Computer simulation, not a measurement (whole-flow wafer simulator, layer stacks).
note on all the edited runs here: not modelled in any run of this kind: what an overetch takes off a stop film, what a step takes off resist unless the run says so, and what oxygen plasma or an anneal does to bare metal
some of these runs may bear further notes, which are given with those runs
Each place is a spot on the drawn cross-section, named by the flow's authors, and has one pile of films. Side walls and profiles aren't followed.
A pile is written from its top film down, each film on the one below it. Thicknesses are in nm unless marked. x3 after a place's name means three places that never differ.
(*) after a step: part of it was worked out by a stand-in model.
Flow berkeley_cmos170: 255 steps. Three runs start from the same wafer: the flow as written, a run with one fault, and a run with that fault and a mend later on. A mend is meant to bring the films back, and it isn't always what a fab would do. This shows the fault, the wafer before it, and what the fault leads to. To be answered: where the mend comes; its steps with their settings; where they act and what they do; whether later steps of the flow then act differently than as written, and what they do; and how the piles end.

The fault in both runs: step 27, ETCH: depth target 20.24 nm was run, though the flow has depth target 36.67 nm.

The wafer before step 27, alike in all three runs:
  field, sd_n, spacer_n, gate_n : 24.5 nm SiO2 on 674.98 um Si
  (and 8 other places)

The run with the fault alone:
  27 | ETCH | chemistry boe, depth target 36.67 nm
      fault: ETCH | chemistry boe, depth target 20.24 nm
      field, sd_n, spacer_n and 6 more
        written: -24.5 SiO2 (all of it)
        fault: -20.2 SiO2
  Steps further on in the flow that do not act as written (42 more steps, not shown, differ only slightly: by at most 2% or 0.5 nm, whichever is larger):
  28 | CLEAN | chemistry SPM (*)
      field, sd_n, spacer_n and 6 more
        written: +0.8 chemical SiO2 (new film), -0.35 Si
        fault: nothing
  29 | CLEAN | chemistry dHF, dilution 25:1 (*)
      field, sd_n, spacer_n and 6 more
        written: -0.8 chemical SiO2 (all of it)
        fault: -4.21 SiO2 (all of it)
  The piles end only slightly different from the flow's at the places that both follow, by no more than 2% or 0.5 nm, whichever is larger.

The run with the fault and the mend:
  The mend follows step 27.
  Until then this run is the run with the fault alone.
  27a | ETCH | chemistry boe, depth target 16.43 nm (a further turn of the flow's step 27, with different settings)
      field, sd_n, spacer_n and 6 more
        -4.21 SiO2 (all of it)
  Later steps of the flow that are run all act as written at every place that is followed.
  At every place that both follow, the piles at the end match the flow's.
